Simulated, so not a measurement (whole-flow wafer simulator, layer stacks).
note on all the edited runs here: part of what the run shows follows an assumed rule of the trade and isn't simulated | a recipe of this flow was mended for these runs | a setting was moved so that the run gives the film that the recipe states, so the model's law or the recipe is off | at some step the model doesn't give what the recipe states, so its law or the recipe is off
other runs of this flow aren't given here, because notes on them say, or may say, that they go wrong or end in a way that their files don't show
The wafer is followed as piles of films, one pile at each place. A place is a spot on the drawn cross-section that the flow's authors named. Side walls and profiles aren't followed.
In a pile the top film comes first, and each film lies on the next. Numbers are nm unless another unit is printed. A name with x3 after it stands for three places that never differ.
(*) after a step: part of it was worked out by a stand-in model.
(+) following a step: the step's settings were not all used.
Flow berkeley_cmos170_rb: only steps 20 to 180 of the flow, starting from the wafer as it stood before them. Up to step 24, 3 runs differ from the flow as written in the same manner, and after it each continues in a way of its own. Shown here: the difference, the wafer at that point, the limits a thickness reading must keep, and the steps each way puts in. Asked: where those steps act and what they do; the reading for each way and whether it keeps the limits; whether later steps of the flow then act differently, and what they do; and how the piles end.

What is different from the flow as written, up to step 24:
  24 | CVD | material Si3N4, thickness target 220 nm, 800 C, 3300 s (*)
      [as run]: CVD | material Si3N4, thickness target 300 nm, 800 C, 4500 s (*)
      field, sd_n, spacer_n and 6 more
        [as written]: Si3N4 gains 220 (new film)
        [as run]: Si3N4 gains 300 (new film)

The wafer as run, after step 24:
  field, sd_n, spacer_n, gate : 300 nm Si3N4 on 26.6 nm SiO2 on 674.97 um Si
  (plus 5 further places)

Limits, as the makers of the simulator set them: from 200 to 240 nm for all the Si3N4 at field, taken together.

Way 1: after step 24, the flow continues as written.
  Reading after step 24: 300 nm, not within the limits.
  Steps further on in the flow that do not act as written:
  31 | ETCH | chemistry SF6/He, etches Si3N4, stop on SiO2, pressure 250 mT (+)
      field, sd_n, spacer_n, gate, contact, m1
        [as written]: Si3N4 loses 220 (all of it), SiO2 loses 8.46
        [this way]: Si3N4 loses 300 (all of it), SiO2 loses 8.46
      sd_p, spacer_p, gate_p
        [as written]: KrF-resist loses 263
        [this way]: KrF-resist loses 350
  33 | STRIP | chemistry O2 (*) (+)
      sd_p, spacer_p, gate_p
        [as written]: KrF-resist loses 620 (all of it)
        [this way]: KrF-resist loses 533.1 (all of it)
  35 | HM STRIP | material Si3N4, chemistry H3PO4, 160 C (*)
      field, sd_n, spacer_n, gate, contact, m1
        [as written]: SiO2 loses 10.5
        [this way]: SiO2 loses 14.3
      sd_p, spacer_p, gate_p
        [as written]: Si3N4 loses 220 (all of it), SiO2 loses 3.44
        [this way]: Si3N4 loses 300 (all of it), SiO2 loses 4.69
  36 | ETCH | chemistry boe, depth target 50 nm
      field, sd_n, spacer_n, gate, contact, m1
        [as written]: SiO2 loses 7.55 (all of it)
        [this way]: SiO2 loses 3.83 (all of it)
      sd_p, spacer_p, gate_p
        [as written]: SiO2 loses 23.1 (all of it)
        [this way]: SiO2 loses 21.9 (all of it)
  The piles end the same as the flow's at every place that both follow.

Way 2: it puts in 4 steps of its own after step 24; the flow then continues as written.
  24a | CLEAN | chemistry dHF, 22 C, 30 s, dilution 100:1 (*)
      field, sd_n, spacer_n and 6 more
        Si3N4 loses 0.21
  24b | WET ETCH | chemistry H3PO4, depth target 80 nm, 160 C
      field, sd_n, spacer_n and 6 more
        Si3N4 loses 80
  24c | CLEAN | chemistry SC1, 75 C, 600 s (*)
      field, sd_n, spacer_n and 6 more
        Si3N4 loses 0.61
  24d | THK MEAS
      leaves every film unchanged at each place that is followed
  Reading after step 24d: 219.2 nm, inside the limits.
  None of the later steps of the flow differs from how it acts as written, at any place that is followed, by more than 2% or 0.5 nm, whichever is larger.
  The piles end the same as the flow's at every place that both follow.

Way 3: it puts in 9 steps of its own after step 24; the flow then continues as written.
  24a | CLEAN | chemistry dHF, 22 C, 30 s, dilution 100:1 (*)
      field, sd_n, spacer_n and 6 more
        Si3N4 loses 0.21
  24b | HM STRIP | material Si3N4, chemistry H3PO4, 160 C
      field, sd_n, spacer_n and 6 more
        Si3N4 loses 299.8 (all of it), SiO2 loses 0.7
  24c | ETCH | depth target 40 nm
      field, sd_n, spacer_n and 6 more
        SiO2 loses 25.8 (all of it)
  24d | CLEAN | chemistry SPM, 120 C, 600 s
      field, sd_n, spacer_n and 6 more
        chemical SiO2 gains 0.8 (new film), Si loses 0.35
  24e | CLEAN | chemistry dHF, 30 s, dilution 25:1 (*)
      field, sd_n, spacer_n and 6 more
        chemical SiO2 loses 0.8 (all of it)
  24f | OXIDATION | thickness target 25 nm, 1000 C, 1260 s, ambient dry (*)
      field, sd_n, spacer_n and 6 more
        SiO2 gains 26.6 (new film), Si loses 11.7
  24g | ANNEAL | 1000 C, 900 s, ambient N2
      leaves every film unchanged at each place that is followed
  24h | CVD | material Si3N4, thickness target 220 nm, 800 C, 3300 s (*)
      field, sd_n, spacer_n and 6 more
        Si3N4 gains 220 (new film)
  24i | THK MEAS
      leaves every film unchanged at each place that is followed
  Reading after step 24i: 220 nm, inside the limits.
  None of the later steps of the flow differs from how it acts as written, at any place that is followed, by more than 2% or 0.5 nm, whichever is larger.
  When the end is reached, the piles differ only a little from the flow's at the places that both follow, at most by 2% or 0.5 nm, whichever is larger.

The limits are kept by: way 2, way 3. They are not kept by: way 1.
